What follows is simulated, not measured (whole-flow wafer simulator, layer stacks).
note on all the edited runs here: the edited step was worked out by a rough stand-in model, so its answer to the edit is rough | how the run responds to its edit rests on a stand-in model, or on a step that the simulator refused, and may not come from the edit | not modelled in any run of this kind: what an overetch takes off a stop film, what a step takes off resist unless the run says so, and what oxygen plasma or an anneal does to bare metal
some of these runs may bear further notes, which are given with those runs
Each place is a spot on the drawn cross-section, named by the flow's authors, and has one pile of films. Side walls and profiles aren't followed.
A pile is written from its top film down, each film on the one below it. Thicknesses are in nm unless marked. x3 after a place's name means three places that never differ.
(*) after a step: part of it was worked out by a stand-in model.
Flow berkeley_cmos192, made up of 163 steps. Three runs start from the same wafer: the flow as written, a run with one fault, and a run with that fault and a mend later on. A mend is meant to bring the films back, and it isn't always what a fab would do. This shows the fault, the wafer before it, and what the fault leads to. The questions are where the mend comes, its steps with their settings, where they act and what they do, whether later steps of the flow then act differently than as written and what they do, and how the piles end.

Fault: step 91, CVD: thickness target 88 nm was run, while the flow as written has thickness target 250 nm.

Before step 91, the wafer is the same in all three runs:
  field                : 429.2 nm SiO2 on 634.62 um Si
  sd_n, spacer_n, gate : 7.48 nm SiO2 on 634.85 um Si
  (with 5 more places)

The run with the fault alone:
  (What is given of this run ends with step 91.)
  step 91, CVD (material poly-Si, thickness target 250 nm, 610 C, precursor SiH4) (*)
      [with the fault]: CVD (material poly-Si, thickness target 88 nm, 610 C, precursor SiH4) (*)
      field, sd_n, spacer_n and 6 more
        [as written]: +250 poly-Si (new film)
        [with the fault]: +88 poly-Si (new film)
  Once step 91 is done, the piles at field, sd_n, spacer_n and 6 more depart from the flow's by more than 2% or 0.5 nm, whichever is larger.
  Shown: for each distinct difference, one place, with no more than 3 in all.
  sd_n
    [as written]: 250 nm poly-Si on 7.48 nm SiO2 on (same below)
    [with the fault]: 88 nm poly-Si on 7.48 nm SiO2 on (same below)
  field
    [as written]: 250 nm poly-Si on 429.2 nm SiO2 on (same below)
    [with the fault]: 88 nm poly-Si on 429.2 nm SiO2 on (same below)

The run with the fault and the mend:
  After step 91 comes the mend.
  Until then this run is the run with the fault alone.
  step 91a, ETCH (chemistry tmah, depth target 101.2 nm)
      field, sd_n, spacer_n and 6 more
        -88 poly-Si (all of it)
  step 91b, CLEAN (chemistry SPM) (a further turn of the flow's step 87)
      alters no film at any place that is followed
  step 91c, CVD (material poly-Si, thickness target 250 nm, 610 C, precursor SiH4) (*) (a further turn of the flow's step 91)
      field, sd_n, spacer_n and 6 more
        +250 poly-Si (new film)
  Every later step of the flow that is run acts as written at every place that is followed.
  By the end, the piles equal the flow's at every place that both follow.
